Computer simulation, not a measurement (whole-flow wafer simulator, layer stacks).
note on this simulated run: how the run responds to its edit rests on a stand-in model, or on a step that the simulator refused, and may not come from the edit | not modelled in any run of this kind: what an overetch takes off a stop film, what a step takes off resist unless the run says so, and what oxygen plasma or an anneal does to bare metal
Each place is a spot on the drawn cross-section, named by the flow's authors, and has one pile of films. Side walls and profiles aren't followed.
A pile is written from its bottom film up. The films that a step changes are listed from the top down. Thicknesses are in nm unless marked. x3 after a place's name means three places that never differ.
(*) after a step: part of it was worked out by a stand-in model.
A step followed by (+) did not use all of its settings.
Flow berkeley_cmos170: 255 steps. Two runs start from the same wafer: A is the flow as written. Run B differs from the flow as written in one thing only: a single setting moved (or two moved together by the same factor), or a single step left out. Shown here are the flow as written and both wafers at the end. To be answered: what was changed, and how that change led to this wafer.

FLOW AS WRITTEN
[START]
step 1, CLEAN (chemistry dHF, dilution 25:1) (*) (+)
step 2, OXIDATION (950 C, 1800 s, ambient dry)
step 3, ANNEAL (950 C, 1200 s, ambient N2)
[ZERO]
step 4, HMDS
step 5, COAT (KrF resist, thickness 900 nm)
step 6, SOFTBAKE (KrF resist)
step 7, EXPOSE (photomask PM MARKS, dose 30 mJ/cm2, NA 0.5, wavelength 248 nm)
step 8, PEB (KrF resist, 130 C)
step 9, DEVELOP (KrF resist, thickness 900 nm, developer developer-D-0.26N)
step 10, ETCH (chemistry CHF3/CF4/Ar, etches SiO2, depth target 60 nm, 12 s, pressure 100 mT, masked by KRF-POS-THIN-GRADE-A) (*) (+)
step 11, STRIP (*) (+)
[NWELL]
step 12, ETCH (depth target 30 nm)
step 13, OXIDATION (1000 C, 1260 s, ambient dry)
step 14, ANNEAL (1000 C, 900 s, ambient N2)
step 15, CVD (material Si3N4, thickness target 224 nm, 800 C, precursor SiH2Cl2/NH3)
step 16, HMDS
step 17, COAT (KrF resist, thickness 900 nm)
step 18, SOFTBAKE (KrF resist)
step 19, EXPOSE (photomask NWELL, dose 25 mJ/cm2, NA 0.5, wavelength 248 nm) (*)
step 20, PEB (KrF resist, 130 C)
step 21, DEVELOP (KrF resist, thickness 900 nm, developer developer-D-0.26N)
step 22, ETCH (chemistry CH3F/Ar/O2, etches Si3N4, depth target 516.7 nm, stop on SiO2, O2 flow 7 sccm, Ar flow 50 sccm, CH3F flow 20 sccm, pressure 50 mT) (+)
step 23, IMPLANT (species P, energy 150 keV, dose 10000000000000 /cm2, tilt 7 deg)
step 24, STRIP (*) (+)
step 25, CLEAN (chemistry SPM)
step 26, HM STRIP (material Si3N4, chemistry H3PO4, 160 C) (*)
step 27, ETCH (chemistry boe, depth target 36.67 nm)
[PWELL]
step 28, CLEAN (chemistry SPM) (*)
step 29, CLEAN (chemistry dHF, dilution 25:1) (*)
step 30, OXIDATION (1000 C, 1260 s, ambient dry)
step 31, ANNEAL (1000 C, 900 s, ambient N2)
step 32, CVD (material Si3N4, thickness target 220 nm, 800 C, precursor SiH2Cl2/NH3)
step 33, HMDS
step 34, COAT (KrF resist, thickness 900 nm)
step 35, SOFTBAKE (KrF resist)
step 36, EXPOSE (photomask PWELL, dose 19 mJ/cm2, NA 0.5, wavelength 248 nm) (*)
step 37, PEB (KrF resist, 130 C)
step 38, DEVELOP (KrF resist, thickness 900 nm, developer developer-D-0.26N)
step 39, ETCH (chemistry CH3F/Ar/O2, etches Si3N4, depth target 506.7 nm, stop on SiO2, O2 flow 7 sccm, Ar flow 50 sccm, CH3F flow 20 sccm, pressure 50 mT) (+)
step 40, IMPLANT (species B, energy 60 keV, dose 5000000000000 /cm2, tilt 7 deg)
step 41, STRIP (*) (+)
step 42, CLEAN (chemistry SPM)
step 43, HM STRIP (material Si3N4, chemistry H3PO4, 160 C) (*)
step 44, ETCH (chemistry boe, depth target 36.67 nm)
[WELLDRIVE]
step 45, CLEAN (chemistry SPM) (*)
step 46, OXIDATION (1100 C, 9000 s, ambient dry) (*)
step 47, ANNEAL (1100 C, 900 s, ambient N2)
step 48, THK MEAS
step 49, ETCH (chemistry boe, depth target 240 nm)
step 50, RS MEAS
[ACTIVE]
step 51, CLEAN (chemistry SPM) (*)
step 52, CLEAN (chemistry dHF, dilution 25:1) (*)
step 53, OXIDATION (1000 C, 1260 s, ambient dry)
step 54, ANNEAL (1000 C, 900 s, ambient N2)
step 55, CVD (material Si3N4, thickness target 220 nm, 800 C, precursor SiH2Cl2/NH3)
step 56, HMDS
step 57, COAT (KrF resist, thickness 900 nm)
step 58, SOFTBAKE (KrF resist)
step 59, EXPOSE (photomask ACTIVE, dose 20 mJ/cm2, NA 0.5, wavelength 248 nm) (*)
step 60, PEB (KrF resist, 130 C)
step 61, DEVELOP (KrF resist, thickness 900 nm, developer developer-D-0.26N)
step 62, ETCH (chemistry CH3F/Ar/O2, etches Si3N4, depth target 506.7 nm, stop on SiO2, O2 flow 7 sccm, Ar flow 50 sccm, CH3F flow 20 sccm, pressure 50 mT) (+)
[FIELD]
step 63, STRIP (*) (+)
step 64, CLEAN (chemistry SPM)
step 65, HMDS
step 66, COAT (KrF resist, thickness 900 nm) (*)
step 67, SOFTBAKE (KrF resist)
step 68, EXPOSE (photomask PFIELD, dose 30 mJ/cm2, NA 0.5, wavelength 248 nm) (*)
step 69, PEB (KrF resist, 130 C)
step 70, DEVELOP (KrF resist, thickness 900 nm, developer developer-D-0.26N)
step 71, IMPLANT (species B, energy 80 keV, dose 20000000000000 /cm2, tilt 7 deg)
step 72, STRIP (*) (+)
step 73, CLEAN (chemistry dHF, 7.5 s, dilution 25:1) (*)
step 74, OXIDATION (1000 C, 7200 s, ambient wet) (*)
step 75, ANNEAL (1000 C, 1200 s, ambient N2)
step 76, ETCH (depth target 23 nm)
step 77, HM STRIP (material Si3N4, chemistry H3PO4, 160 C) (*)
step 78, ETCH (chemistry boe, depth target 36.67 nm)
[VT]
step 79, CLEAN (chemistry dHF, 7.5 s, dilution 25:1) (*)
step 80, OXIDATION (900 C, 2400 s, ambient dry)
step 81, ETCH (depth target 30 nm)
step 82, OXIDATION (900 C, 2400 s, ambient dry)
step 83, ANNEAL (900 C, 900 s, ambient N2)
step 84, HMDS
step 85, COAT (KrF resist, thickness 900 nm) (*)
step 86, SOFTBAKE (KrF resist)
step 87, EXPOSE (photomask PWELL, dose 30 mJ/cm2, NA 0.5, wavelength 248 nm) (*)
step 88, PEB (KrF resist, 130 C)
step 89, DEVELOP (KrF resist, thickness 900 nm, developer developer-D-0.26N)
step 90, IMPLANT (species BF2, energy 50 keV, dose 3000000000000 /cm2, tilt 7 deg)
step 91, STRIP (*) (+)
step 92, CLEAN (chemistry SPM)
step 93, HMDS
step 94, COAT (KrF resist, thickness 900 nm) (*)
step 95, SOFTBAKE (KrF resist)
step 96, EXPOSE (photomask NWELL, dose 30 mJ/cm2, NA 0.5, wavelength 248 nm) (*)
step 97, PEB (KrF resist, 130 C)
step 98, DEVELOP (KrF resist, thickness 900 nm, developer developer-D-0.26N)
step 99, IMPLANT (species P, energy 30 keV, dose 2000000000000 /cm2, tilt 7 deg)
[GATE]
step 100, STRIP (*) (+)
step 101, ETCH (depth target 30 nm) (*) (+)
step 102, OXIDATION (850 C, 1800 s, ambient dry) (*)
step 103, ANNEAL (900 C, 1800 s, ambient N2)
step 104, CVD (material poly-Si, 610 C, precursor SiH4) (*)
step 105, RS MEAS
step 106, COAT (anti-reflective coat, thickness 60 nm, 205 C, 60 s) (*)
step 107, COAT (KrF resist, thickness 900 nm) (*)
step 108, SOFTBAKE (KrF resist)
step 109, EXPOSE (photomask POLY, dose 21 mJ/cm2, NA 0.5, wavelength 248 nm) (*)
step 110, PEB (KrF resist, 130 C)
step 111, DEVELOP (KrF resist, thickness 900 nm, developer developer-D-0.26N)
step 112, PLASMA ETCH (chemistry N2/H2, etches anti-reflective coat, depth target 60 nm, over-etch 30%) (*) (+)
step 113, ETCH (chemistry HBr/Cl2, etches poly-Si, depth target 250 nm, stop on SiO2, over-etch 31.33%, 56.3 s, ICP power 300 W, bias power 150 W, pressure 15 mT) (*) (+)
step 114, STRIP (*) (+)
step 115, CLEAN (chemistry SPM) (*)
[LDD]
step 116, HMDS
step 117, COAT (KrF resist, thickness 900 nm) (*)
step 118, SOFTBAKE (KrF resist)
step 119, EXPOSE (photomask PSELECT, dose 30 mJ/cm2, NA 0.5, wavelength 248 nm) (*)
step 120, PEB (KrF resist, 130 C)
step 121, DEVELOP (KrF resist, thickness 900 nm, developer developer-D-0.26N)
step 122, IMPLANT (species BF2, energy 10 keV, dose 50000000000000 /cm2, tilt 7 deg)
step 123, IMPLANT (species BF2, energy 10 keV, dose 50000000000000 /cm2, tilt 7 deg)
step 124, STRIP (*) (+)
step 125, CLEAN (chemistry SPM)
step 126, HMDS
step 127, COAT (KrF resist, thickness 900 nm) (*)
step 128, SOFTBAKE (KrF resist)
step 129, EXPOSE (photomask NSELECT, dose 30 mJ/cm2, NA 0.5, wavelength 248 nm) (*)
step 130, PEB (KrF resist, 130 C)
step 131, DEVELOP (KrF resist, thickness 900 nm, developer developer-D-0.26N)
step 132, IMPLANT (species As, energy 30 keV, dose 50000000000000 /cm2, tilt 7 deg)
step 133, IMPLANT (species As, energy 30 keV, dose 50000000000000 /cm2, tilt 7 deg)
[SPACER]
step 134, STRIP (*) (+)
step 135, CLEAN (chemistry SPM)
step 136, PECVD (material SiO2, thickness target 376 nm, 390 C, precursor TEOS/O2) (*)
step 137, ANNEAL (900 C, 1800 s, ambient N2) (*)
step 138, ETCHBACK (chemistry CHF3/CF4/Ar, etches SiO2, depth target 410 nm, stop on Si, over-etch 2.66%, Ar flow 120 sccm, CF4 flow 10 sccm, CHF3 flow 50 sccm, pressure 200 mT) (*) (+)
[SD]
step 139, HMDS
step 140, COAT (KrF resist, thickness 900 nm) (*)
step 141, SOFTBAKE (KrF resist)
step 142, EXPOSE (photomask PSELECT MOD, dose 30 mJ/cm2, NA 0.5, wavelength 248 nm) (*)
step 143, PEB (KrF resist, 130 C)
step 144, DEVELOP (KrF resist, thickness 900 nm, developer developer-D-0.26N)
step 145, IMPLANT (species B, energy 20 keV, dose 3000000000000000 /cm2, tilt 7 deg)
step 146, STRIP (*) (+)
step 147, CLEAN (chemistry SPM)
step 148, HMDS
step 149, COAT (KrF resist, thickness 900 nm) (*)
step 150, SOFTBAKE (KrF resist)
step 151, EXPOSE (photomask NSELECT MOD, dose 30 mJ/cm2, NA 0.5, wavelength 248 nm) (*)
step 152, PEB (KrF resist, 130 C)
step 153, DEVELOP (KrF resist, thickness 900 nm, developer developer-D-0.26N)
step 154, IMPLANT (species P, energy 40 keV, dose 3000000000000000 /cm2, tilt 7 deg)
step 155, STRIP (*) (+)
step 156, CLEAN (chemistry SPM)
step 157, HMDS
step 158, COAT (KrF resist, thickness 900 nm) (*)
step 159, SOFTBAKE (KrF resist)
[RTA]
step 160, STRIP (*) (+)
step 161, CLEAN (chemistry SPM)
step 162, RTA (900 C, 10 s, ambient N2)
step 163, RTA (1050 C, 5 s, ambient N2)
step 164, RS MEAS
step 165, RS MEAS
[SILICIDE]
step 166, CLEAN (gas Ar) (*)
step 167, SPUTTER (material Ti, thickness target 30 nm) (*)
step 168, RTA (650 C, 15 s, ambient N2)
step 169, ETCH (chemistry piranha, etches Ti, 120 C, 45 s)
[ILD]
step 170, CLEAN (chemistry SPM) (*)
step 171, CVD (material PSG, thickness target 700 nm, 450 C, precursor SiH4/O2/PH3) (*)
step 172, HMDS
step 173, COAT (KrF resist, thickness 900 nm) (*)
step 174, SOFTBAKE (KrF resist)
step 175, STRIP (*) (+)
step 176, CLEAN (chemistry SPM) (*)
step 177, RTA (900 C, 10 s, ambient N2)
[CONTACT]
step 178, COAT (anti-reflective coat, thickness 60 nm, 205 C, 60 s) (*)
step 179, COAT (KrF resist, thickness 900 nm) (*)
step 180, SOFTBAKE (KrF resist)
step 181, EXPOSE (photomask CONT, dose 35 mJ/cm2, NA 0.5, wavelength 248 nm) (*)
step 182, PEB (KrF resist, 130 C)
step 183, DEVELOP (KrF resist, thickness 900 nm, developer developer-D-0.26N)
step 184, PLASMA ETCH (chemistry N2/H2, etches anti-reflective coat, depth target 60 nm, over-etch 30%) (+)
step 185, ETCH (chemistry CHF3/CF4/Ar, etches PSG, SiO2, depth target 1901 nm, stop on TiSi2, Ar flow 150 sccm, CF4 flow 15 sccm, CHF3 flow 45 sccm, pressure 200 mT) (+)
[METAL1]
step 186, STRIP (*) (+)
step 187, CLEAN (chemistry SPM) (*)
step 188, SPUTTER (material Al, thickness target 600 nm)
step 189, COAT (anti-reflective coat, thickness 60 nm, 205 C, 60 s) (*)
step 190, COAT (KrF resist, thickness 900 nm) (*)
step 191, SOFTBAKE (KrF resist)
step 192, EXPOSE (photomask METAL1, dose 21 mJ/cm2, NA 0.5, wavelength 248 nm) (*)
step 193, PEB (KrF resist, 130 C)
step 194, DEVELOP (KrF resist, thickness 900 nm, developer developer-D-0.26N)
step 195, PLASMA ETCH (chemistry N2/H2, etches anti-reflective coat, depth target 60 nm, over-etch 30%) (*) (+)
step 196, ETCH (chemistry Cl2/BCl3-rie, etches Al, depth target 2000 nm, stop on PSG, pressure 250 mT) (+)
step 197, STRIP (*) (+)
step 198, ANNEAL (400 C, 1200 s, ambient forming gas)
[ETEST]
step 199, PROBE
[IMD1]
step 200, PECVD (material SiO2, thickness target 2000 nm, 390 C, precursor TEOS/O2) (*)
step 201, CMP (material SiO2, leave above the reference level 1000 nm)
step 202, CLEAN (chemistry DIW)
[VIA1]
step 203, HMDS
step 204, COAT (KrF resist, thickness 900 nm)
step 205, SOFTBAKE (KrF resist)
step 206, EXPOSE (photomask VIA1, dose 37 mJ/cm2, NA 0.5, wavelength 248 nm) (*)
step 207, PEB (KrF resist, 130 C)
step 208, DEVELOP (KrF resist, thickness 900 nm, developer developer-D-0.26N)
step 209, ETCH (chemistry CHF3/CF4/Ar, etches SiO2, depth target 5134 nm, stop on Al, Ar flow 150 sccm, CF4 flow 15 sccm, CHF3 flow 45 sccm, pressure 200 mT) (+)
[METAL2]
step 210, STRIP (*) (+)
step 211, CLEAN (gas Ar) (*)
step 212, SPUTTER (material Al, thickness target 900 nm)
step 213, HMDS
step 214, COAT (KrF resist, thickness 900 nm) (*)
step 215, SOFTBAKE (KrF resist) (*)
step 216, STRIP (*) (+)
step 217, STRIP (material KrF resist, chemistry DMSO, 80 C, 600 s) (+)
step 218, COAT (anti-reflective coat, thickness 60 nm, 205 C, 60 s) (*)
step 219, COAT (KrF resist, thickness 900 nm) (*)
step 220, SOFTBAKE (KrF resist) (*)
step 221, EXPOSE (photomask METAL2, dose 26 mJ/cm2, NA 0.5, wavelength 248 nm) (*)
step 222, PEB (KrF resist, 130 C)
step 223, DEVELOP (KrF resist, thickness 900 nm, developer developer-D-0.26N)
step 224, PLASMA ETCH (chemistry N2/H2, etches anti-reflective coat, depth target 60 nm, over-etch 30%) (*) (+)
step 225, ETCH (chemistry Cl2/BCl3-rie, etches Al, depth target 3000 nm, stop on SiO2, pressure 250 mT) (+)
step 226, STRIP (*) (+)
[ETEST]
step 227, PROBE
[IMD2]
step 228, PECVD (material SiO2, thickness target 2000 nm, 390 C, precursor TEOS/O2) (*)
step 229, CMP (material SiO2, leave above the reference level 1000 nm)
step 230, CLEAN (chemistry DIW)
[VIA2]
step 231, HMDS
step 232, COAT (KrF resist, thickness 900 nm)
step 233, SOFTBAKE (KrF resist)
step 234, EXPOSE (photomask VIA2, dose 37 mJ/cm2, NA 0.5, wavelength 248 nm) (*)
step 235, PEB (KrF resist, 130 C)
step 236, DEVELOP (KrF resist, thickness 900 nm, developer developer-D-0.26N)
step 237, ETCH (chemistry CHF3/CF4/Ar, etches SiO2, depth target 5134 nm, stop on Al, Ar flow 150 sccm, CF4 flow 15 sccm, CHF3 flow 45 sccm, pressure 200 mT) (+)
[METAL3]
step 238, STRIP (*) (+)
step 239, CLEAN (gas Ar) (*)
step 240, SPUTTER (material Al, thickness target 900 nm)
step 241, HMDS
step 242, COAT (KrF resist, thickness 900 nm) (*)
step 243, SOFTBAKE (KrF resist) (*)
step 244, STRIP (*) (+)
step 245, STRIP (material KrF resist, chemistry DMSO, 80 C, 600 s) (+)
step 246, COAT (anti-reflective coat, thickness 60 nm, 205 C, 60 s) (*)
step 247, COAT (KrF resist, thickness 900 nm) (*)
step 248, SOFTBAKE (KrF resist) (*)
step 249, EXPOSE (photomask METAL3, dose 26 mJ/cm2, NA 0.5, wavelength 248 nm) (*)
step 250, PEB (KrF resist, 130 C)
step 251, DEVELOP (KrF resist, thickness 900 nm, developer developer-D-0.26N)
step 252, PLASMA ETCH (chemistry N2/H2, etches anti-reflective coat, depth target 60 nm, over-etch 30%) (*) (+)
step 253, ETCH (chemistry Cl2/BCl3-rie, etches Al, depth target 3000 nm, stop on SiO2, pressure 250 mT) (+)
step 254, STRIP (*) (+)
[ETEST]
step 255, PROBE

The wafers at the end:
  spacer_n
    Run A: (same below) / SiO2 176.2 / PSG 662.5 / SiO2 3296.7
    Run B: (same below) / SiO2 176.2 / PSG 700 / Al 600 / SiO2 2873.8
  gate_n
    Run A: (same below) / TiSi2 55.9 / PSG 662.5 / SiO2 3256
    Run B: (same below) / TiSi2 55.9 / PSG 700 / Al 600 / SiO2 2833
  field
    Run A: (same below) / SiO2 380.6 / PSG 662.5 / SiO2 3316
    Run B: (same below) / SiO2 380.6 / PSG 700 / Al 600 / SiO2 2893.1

Cause: step 196, ETCH: chemistry Cl2/BCl3-rie, etches Al, depth target 2000 nm, stop on PSG, pressure 250 mT (+), was skipped.

How this came from the change, step by step:
  step 197, STRIP (*) (+)
      contact: A KrF resist loses 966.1 (all of it), anti-reflective coat loses 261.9 (all of it) | B KrF resist loses 1416.1 (all of it), anti-reflective coat loses 261.9 (all of it)
      m1: A KrF resist loses 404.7 (all of it), anti-reflective coat loses 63 (all of it) | B KrF resist loses 854.7 (all of it), anti-reflective coat loses 63 (all of it)
      (also at 3 further places)
  step 200, PECVD (material SiO2, thickness target 2000 nm, 390 C, precursor TEOS/O2) (*)
      sd_p: A SiO2 gains 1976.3 (new film) | B SiO2 gains 2088.7 (new film)
      contact: A SiO2 gains 1949.3 (new film) | B SiO2 gains 2888.1 (new film)
  step 201, CMP (material SiO2, leave above the reference level 1000 nm)
      m1, via1, m2, via2: A SiO2 loses 1000 | B SiO2 loses 785.4
      spacer_n, spacer_p: A SiO2 loses 536.3 | B SiO2 loses 959.3
      (also at 6 further places)
  step 209, ETCH (chemistry CHF3/CF4/Ar, etches SiO2, depth target 5134 nm, stop on Al, Ar flow 150 sccm, CF4 flow 15 sccm, CHF3 flow 45 sccm, pressure 200 mT) (+)
      field, sd_n, spacer_n and 8 more: A KrF resist loses 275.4 | B KrF resist loses 329.1
      via1: A SiO2 loses 1000 (all of it), Al loses 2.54 | B SiO2 loses 1214.6 (all of it), Al loses 2.54
  step 210, STRIP (*) (+)
      field, sd_n, spacer_n and 8 more: A KrF resist loses 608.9 (all of it) | B KrF resist loses 555.3 (all of it)
  step 212, SPUTTER (material Al, thickness target 900 nm)
      via1: A Al gains 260 | B Al gains 218.8
  step 214, COAT (KrF resist, thickness 900 nm) (*)
      via1: A KrF resist gains 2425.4 (new film) | B KrF resist gains 2658 (new film)
  step 216, STRIP (*) (+)
      via1: A KrF resist loses 2425.4 (all of it) | B KrF resist loses 2658 (all of it)
  step 218, COAT (anti-reflective coat, thickness 60 nm, 205 C, 60 s) (*)
      m1: A anti-reflective coat gains 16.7 (new film) | B anti-reflective coat gains 15.9 (new film)
      via1: A anti-reflective coat gains 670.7 (new film) | B anti-reflective coat gains 744.3 (new film)
  step 219, COAT (KrF resist, thickness 900 nm) (*)
      via1: A KrF resist gains 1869 (new film) | B KrF resist gains 2029.3 (new film)
  step 226, STRIP (*) (+)
      m1: A KrF resist loses 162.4 (all of it), anti-reflective coat loses 16.7 (all of it) | B KrF resist loses 148.3 (all of it), anti-reflective coat loses 15.9 (all of it)
      via1: A KrF resist loses 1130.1 (all of it), anti-reflective coat loses 670.7 (all of it) | B KrF resist loses 1290 (all of it), anti-reflective coat loses 744.3 (all of it)
      (also at 1 further place)
  step 228, PECVD (material SiO2, thickness target 2000 nm, 390 C, precursor TEOS/O2) (*)
      via1: A SiO2 gains 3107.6 (new film), void gains 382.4 (new film), SiO2 gains 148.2 (new film) | B SiO2 gains 2606.4 (new film), void gains 1139.4 (new film), SiO2 gains 148.2 (new film)
With metal films that touch counted as one body, spacer_n has 1 body; the flow as written gives 0 bodies.
With metal films that touch counted as one body, gate_n has 1 body; the flow as written gives 0 bodies.
With metal films that touch counted as one body, field has 1 body; the flow as written gives 0 bodies.
